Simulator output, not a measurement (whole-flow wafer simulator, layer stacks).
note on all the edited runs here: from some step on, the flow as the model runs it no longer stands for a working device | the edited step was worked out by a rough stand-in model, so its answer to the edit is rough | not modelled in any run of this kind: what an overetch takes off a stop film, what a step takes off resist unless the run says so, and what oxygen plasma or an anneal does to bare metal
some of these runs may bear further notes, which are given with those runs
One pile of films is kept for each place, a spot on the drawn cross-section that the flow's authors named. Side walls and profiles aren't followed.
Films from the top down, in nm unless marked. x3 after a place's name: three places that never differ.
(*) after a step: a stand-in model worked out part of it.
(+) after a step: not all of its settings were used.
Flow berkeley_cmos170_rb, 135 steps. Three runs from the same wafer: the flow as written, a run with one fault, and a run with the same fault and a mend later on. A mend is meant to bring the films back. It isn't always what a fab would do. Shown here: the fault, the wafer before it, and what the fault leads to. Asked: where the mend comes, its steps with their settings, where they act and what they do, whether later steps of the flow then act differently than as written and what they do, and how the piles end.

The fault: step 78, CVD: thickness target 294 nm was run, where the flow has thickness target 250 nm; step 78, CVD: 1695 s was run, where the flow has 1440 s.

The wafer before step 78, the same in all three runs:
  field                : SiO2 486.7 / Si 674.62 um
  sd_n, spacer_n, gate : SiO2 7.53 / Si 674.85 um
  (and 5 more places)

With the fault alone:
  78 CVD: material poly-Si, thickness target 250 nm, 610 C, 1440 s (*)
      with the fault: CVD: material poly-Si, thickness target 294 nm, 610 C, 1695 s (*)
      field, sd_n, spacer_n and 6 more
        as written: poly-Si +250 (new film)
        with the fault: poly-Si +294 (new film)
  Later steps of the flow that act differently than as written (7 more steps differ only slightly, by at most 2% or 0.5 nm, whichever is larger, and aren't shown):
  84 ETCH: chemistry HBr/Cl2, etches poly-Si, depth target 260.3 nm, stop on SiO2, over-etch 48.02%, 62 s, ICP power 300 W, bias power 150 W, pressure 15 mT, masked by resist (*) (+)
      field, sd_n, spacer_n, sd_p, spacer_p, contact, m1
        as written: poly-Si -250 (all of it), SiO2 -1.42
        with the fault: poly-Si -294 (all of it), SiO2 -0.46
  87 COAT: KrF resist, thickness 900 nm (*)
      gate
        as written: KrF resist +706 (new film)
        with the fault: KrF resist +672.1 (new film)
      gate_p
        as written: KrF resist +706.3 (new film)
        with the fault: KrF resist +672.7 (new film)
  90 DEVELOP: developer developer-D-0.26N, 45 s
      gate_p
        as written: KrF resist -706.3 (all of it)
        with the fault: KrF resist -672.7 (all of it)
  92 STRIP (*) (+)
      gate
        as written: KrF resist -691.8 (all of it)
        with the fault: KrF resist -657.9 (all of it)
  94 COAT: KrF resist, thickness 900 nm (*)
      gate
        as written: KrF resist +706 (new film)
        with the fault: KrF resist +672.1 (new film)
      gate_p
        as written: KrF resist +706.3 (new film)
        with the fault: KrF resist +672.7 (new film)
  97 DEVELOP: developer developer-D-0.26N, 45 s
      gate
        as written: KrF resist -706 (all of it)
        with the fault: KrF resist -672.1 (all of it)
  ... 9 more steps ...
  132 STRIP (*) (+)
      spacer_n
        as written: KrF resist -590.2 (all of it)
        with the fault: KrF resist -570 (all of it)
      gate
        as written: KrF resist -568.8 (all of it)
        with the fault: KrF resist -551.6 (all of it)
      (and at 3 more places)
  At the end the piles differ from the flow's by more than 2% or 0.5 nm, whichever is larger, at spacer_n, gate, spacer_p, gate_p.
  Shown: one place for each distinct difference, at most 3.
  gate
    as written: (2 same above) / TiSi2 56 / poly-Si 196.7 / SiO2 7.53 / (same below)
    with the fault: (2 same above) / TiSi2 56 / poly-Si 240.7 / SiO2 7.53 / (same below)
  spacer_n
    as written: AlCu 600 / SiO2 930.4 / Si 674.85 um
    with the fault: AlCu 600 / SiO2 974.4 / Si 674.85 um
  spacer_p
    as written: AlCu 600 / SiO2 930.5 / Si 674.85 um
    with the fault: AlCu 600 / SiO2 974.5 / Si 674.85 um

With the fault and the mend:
  The mend comes after step 78.
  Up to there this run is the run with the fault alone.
  78a ETCH: chemistry tmah, depth target 44 nm
      field, sd_n, spacer_n and 6 more
        poly-Si -44
  No later step of the flow acts differently than as written at any place that is followed.
  At the end the piles are the same as the flow's at every place that both follow.
